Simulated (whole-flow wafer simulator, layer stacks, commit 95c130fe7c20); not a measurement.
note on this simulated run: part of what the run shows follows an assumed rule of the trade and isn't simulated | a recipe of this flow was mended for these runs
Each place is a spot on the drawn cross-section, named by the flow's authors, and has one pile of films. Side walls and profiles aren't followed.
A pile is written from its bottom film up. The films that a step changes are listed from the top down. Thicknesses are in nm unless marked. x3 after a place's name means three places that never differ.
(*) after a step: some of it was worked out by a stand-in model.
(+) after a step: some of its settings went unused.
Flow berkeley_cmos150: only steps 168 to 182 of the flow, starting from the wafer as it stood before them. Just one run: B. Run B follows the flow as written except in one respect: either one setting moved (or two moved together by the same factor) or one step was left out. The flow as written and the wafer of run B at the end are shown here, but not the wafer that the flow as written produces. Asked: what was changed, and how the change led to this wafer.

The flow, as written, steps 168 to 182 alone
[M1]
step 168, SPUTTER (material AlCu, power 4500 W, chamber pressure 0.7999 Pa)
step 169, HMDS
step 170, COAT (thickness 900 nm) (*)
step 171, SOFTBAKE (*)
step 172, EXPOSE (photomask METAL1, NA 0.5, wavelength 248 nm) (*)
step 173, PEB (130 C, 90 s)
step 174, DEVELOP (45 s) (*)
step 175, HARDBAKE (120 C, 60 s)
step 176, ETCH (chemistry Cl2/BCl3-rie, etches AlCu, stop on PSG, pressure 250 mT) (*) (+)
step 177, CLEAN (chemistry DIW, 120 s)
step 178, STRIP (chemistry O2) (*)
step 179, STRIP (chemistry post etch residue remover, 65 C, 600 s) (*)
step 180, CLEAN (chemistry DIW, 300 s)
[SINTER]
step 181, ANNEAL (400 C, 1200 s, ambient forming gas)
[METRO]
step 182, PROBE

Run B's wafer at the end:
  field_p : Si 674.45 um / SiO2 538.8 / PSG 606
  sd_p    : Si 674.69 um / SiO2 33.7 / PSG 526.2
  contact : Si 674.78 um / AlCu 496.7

What caused this: step 168, SPUTTER: power 5108 W was run, while the flow as written has power 4500 W.

Step by step, how the change led to this:
  step 168, SPUTTER (material AlCu, power 4500 W, chamber pressure 0.7999 Pa)
      field, sd_n, gate_n, gate_p, m1: AlCu gains 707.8 (new film) (it would be, as written: AlCu gains 626.1 (new film))
      field_p: AlCu gains 707.8 (new film) (it would be, as written: AlCu gains 619.8 (new film))
      (also at 2 further places)
  step 176, ETCH (chemistry Cl2/BCl3-rie, etches AlCu, stop on PSG, pressure 250 mT) (*) (+)
      field, sd_n, gate_n, gate_p: AlCu loses 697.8 (all of it), PSG loses 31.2 (it would be, as written: AlCu loses 616.1 (all of it), PSG loses 31.2)
      contact, m1: thick-KrF-resist loses 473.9 (it would be, as written: thick-KrF-resist loses 433.1)
      (also at 2 further places)
  step 178, STRIP (chemistry O2) (*)
      contact: thick-KrF-resist loses 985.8 (all of it) (it would be, as written: thick-KrF-resist loses 1006.2 (all of it))
      m1: thick-KrF-resist loses 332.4 (all of it) (it would be, as written: thick-KrF-resist loses 373.8 (all of it))
